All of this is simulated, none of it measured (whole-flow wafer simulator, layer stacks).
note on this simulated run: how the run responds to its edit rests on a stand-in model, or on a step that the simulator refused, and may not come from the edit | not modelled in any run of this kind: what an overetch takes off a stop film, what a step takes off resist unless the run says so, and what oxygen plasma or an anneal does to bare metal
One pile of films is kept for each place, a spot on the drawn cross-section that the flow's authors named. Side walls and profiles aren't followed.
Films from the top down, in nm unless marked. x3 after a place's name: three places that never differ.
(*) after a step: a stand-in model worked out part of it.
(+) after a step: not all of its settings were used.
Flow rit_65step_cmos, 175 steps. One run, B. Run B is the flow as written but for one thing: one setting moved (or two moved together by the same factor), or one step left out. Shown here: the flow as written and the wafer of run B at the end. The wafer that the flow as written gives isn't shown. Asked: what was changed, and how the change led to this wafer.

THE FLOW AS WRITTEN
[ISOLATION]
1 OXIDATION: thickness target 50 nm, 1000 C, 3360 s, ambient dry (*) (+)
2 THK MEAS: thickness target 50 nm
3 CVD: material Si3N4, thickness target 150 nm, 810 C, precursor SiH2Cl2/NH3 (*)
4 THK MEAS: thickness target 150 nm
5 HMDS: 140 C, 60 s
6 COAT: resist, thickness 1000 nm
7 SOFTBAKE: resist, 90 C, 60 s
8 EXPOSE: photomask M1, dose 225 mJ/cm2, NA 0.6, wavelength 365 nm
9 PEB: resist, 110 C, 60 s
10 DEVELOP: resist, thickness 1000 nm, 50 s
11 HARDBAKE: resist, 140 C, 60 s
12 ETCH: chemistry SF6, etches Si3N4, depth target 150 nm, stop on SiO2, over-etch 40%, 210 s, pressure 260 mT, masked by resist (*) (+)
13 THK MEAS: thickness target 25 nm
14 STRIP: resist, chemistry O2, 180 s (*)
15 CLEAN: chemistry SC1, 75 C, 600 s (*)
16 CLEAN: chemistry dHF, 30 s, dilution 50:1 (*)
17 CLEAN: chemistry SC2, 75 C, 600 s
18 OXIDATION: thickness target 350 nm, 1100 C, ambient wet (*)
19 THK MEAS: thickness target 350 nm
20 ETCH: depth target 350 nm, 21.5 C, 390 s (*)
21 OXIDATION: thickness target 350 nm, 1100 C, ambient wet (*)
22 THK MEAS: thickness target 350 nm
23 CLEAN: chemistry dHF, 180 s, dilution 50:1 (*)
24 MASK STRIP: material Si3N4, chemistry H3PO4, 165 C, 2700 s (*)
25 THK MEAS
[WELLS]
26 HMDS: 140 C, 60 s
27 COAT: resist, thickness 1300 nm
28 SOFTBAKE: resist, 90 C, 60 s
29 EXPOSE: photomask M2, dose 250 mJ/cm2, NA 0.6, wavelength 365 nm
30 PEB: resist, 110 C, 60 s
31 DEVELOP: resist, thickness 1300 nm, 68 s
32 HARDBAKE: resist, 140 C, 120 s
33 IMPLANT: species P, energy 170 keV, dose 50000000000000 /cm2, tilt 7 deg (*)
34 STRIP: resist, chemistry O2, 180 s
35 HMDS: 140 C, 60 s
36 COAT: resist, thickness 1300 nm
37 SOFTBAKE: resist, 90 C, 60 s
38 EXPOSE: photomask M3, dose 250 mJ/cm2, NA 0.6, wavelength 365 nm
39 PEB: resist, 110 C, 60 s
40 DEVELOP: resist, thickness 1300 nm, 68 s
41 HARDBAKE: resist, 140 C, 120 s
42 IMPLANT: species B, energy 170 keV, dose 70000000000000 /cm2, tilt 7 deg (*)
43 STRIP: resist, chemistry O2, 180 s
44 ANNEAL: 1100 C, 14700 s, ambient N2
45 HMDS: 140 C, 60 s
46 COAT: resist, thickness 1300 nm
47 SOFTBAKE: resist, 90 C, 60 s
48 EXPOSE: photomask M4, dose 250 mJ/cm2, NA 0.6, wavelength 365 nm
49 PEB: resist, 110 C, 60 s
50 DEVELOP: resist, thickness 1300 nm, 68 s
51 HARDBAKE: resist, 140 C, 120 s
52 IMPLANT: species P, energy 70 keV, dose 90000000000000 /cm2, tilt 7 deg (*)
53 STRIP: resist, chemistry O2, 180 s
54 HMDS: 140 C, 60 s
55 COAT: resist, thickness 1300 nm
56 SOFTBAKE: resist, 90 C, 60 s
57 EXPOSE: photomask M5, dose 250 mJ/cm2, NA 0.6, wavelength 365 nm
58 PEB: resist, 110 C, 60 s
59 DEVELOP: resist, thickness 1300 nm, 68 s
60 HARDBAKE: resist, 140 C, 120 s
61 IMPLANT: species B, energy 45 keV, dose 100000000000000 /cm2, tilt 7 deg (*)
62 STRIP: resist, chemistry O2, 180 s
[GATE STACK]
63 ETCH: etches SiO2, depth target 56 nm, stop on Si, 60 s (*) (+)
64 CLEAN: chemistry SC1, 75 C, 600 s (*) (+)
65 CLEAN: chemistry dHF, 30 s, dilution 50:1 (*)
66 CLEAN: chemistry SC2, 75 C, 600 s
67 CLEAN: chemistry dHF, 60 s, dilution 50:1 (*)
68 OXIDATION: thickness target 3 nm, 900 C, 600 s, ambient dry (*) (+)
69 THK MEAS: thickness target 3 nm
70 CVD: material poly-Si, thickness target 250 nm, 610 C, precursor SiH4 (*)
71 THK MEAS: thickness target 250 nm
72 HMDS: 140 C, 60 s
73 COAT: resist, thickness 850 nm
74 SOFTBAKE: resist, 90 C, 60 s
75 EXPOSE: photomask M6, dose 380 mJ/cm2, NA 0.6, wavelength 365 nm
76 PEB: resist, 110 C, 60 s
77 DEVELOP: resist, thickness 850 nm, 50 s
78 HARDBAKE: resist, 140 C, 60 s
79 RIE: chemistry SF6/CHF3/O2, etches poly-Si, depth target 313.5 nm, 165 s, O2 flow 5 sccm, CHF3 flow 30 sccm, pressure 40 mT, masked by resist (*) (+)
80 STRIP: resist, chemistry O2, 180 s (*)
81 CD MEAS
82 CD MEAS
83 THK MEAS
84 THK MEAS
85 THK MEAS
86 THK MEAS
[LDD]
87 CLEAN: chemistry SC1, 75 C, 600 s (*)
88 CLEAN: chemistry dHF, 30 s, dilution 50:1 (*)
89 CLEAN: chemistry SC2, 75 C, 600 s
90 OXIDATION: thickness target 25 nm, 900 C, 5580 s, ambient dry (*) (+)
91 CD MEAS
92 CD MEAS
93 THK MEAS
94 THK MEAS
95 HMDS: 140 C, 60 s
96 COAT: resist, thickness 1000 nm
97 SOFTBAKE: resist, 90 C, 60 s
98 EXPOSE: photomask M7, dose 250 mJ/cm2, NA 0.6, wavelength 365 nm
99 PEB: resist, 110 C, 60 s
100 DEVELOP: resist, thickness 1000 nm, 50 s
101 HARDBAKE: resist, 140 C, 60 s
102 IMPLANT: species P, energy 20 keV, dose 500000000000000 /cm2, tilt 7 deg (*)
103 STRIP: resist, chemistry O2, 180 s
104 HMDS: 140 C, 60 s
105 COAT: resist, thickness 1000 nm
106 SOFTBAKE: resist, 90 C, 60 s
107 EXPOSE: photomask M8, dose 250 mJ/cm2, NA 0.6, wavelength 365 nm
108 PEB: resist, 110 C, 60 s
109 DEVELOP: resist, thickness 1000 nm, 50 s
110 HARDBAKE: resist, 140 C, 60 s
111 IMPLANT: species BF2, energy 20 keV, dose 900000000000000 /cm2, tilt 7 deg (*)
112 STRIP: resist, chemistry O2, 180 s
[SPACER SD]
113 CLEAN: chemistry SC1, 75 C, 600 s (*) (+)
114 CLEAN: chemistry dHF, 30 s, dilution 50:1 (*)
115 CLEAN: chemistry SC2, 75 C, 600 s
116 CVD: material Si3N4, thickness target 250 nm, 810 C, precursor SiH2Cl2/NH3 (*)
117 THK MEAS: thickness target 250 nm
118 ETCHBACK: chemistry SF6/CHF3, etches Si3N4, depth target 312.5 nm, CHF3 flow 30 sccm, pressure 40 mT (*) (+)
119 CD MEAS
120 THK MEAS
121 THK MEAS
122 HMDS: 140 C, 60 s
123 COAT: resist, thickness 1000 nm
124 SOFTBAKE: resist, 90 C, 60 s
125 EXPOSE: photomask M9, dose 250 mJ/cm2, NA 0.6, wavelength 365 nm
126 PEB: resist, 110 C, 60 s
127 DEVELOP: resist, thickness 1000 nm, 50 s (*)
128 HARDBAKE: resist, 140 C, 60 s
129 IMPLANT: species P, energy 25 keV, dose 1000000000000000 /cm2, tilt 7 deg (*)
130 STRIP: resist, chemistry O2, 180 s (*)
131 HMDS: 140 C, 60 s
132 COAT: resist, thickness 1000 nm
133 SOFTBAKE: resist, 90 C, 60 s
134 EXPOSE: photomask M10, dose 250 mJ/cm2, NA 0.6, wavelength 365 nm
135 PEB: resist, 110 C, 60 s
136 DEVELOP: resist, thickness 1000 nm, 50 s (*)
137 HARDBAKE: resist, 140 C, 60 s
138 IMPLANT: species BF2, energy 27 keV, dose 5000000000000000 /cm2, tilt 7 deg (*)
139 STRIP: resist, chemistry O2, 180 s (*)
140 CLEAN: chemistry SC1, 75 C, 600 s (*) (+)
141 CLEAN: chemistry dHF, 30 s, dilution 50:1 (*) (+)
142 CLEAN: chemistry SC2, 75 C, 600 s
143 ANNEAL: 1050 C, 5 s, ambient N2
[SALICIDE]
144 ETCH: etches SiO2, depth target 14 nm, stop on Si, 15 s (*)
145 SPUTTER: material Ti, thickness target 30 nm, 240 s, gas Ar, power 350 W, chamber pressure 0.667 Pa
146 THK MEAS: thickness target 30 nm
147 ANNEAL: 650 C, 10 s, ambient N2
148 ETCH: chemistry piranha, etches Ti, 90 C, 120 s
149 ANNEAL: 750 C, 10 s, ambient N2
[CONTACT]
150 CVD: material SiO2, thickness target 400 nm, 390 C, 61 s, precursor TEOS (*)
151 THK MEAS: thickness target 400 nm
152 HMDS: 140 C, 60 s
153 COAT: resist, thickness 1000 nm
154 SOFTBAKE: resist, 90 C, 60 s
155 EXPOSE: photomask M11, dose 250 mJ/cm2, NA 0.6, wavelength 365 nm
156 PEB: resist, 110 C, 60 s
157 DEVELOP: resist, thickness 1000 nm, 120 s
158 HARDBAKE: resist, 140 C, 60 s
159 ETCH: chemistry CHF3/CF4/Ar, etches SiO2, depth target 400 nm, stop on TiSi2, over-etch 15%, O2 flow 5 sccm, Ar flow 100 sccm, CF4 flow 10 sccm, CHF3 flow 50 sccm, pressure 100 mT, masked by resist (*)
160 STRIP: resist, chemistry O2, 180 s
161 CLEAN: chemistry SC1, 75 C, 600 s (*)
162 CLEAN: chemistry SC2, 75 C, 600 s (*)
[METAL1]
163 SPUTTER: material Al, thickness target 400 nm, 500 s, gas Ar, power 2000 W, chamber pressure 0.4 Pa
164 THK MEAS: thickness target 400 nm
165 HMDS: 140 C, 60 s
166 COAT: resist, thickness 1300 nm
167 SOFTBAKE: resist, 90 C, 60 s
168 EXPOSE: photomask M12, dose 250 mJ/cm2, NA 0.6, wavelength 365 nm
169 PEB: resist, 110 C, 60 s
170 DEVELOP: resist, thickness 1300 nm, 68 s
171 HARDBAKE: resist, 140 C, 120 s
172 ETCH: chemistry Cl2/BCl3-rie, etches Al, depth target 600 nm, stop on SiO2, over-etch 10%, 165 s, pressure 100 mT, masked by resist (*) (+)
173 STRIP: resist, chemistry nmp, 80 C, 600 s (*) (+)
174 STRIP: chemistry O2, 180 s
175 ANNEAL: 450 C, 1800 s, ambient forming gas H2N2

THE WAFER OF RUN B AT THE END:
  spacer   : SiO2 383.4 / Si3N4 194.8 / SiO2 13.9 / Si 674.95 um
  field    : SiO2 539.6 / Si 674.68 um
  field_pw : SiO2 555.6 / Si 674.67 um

The cause: step 163, SPUTTER: thickness target 560 nm was run, where the flow has thickness target 400 nm.

How the change led to this, step by step:
  163 SPUTTER: material Al, thickness target 400 nm, 500 s, gas Ar, power 2000 W, chamber pressure 0.4 Pa
      field, field_pw, field_p, spacer, spacer_p: Al +560 (new film) (as written it would be: Al +400 (new film))
      gate_n, gate_p: Al +530.3 (new film) (as written it would be: Al +396 (new film))
      (and at 1 more place)
  166 COAT: resist, thickness 1300 nm
      gate_n: resist +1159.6 (new film) (as written it would be: resist +1131.7 (new film))
      gate_p: resist +1162.9 (new film) (as written it would be: resist +1135.6 (new film))
  169 PEB: resist, 110 C, 60 s
      gate_n: resist -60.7 (as written it would be: resist -59.1)
      gate_p: resist -60.8 (as written it would be: resist -59.3)
  170 DEVELOP: resist, thickness 1300 nm, 68 s
      gate_n: resist -1098.9 (all of it) (as written it would be: resist -1072.6 (all of it))
      gate_p: resist -1102.1 (all of it) (as written it would be: resist -1076.3 (all of it))
  172 ETCH: chemistry Cl2/BCl3-rie, etches Al, depth target 600 nm, stop on SiO2, over-etch 10%, 165 s, pressure 100 mT, masked by resist (*) (+)
      field, field_pw, field_p, spacer, spacer_p: Al -560 (all of it), SiO2 -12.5 (as written it would be: Al -400 (all of it), SiO2 -32.5)
      gate_n, gate_p: Al -530.3 (all of it), SiO2 -16.2 (as written it would be: Al -396 (all of it), SiO2 -33)
      (and at 1 more place)
